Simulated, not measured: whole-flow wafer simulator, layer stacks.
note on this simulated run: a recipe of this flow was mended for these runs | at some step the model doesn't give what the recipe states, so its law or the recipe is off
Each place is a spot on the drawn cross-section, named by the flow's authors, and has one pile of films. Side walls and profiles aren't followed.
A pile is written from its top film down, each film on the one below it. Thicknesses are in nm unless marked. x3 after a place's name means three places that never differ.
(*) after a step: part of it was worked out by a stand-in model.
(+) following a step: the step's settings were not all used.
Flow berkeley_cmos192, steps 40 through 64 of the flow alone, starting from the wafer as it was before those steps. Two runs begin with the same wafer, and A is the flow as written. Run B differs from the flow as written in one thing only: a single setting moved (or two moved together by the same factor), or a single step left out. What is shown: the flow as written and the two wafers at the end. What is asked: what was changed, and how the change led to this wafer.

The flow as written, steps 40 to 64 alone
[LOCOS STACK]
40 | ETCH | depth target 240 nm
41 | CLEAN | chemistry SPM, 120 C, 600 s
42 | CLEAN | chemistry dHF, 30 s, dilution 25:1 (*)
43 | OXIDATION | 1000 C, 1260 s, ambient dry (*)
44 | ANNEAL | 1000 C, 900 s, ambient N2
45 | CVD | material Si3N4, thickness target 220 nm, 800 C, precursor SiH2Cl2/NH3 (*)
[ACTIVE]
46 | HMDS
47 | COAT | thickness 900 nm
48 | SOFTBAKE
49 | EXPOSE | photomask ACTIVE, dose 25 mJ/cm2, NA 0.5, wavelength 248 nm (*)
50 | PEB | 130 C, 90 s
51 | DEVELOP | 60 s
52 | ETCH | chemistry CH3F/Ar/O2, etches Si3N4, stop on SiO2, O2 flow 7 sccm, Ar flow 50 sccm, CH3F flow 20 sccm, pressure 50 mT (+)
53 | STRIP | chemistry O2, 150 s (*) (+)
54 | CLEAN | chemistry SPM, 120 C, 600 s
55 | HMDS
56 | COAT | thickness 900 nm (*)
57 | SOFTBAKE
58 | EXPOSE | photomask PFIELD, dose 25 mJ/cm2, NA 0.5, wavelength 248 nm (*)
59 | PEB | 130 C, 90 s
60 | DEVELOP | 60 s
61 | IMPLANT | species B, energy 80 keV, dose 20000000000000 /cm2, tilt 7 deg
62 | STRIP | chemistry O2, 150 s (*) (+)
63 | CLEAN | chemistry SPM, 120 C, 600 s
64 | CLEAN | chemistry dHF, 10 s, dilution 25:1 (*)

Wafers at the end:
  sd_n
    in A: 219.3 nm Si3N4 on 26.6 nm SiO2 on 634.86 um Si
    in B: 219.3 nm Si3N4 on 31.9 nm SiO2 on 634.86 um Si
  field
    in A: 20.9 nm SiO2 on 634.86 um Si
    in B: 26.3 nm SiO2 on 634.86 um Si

What caused this: step 43, OXIDATION: 1764 s was run, whereas the flow has 1260 s.

Step by step, how the change led to this:
  43 | OXIDATION | 1000 C, 1260 s, ambient dry (*)
      field, sd_n, spacer_n and 6 more: A SiO2 gains 26.6 (new film), Si loses 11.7 | B SiO2 gains 31.9 (new film), Si loses 14
